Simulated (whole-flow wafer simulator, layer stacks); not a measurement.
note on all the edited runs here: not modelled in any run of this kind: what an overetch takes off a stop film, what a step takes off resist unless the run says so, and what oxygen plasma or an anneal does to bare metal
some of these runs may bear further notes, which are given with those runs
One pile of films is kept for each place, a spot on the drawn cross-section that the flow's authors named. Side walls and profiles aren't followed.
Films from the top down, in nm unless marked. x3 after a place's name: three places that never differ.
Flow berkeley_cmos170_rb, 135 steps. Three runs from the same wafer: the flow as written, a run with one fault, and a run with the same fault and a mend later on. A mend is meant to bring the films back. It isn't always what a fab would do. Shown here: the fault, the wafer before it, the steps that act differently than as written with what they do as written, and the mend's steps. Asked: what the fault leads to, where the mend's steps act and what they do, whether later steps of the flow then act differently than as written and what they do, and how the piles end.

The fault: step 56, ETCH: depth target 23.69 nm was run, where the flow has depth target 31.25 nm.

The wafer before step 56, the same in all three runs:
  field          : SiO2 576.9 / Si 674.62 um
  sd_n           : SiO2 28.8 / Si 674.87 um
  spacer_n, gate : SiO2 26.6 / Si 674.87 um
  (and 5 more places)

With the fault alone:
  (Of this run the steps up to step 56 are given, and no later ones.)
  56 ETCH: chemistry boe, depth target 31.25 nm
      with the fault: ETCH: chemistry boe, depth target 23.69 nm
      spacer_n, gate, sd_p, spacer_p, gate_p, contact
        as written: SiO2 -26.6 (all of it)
        with the fault: SiO2 -23.7
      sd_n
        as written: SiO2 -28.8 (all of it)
        with the fault: SiO2 -23.7
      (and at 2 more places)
  After step 56 the piles differ from the flow's by more than 2% or 0.5 nm, whichever is larger, at sd_n, spacer_n, gate, sd_p, spacer_p, gate_p, contact, m1.
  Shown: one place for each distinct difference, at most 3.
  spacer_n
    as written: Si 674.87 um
    with the fault: SiO2 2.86 / Si 674.87 um
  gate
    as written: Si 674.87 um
    with the fault: SiO2 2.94 / Si 674.87 um
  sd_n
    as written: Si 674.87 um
    with the fault: SiO2 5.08 / Si 674.87 um

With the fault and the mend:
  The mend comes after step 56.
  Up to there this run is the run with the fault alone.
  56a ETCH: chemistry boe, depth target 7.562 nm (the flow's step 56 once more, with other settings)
      spacer_n, spacer_p, gate_p, contact
        SiO2 -2.86 (all of it)
      gate, sd_p
        SiO2 -2.94 (all of it)
      field
        SiO2 -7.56
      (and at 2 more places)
  No later step of the flow acts differently than as written, at any place that is followed, by more than 2% or 0.5 nm, whichever is larger.
  At the end the piles are the same as the flow's at every place that both follow.
